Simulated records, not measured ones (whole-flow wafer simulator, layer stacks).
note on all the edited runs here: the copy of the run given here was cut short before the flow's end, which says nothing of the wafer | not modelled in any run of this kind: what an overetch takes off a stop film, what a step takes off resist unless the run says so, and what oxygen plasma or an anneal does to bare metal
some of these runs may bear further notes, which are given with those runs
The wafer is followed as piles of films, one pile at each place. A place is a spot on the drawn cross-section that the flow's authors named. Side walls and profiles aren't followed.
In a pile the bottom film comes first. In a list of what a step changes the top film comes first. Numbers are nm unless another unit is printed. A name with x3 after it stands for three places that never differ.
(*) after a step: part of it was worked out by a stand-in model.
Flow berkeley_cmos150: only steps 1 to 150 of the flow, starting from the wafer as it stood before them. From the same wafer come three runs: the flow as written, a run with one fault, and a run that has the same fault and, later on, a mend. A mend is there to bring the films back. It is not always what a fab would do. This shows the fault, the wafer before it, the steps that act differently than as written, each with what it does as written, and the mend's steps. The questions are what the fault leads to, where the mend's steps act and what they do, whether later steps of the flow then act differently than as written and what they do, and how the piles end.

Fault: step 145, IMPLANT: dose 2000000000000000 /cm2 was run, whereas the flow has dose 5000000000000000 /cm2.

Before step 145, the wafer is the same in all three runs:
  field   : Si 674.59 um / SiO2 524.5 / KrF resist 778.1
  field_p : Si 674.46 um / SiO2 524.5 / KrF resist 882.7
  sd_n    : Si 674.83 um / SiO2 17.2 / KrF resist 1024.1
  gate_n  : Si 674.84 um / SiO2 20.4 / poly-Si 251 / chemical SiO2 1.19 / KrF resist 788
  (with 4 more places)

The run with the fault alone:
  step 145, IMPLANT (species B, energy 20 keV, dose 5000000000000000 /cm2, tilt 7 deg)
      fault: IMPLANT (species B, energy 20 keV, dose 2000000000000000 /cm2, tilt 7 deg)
      at every place that is followed, does what it does as written
  Later steps of the flow acting differently than as written (1 other step is not shown; it differs only slightly, by no more than 2% or 0.5 nm, whichever is larger):
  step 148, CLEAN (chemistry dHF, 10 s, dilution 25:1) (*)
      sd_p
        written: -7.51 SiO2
        fault: -6.35 SiO2
  At sd_p, the piles at the end differ from the flow's by more than 2% or 0.5 nm, whichever is larger.
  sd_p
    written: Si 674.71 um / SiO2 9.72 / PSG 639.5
    fault: Si 674.71 um / SiO2 10.9 / PSG 639.8

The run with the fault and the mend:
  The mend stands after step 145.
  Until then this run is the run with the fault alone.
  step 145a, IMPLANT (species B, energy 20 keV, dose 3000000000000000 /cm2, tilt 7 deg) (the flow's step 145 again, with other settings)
      alters no film at any place that is followed
  Every later step of the flow that is run acts as written at every place that is followed.
  By the end, the piles equal the flow's at every place that both follow.
